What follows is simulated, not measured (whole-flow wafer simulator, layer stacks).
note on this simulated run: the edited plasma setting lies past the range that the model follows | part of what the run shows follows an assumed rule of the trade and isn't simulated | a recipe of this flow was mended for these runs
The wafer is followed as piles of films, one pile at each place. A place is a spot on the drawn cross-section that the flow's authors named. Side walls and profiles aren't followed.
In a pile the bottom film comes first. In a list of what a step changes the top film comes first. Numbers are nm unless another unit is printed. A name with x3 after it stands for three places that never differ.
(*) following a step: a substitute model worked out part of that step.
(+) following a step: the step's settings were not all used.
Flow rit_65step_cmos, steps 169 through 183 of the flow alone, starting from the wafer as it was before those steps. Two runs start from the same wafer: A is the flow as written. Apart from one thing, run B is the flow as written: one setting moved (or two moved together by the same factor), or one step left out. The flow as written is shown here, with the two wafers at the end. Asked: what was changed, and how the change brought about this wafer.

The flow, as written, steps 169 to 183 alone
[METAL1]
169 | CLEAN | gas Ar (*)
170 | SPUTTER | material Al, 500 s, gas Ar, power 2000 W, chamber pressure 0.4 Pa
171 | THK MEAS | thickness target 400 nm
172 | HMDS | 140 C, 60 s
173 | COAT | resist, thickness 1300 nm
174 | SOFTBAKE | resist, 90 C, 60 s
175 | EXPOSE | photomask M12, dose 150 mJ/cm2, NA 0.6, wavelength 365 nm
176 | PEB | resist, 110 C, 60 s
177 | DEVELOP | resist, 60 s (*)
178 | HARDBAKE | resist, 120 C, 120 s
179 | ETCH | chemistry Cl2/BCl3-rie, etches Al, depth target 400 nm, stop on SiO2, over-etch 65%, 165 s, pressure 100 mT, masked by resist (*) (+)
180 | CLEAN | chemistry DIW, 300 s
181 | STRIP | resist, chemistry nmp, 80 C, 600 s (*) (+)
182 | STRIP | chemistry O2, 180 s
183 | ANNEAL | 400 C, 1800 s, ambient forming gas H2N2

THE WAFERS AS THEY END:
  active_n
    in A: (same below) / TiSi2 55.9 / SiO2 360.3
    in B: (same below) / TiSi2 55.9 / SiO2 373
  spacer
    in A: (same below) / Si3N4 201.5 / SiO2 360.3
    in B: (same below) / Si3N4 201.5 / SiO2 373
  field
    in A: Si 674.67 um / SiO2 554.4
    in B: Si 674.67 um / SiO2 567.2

What caused this: step 170, SPUTTER: power 2510 W was run, while the flow as written has power 2000 W; step 170, SPUTTER: chamber pressure 0.499 Pa was run, where the flow has chamber pressure 0.4 Pa.

The path from the change to this, step by step:
  170 | SPUTTER | material Al, 500 s, gas Ar, power 2000 W, chamber pressure 0.4 Pa
      field, field_pw, field_nw and 10 more: A +400 Al (new film) | B +502 Al (new film)
      contact: A +255.4 Al (new film) | B +314.5 Al (new film)
  173 | COAT | resist, thickness 1300 nm
      contact: A +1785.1 resist (new film) | B +1830.3 resist (new film)
  176 | PEB | resist, 110 C, 60 s
      contact: A -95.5 resist | B -98.1 resist
  178 | HARDBAKE | resist, 120 C, 120 s
      contact: A -62.1 resist | B -63.9 resist
  179 | ETCH | chemistry Cl2/BCl3-rie, etches Al, depth target 400 nm, stop on SiO2, over-etch 65%, 165 s, pressure 100 mT, masked by resist (*) (+)
      field, field_pw, field_nw and 9 more: A -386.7 Al (all of it), -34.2 SiO2 | B -488.7 Al (all of it), -21.4 SiO2
  181 | STRIP | resist, chemistry nmp, 80 C, 600 s (*) (+)
      contact: A -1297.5 resist (all of it) | B -1338.4 resist (all of it)
